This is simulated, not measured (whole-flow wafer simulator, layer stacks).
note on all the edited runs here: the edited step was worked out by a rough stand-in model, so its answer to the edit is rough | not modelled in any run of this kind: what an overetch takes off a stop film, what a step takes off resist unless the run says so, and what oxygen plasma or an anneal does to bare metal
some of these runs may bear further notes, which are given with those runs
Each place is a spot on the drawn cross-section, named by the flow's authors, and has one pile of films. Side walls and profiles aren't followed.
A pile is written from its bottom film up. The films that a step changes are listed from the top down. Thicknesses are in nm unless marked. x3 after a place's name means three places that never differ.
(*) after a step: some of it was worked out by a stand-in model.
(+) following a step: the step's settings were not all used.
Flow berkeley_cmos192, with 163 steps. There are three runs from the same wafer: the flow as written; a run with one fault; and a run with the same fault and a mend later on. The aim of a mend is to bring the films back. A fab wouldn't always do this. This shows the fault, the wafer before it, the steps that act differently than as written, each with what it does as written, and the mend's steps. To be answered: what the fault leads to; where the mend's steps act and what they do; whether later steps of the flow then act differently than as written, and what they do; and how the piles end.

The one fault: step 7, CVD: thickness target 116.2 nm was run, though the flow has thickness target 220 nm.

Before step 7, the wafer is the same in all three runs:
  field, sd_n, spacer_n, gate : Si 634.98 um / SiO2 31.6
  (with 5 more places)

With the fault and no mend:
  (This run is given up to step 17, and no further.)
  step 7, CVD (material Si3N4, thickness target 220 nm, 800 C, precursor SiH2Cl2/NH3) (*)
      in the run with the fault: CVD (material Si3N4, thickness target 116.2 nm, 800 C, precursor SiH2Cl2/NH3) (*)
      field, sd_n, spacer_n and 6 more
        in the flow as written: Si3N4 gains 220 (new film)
        in the run with the fault: Si3N4 gains 116.2 (new film)
  Steps further on in the flow that do not act as written:
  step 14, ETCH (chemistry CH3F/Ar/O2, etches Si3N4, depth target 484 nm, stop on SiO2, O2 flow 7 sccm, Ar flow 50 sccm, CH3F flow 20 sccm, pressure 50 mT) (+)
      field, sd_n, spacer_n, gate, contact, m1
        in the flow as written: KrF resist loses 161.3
        in the run with the fault: KrF resist loses 92.1
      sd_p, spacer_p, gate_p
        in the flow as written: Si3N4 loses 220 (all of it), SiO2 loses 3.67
        in the run with the fault: Si3N4 loses 116.2 (all of it), SiO2 loses 3.67
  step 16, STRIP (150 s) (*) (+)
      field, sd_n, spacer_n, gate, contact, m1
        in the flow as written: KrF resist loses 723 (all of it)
        in the run with the fault: KrF resist loses 792.2 (all of it)
  After step 17, at field, sd_n, spacer_n, gate, contact, m1, the piles differ from the flow's by more than 2% or 0.5 nm, whichever is larger.
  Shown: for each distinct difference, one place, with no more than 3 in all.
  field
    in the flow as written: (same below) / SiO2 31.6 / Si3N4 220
    in the run with the fault: (same below) / SiO2 31.6 / Si3N4 116.2

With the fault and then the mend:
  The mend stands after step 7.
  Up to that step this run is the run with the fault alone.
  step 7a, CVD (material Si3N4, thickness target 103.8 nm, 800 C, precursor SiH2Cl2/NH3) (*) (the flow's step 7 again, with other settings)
      field, sd_n, spacer_n and 6 more
        Si3N4 gains 103.8
  Later steps of the flow that are run all act as written at every place that is followed.
  The piles end the same as the flow's at every place that both follow.
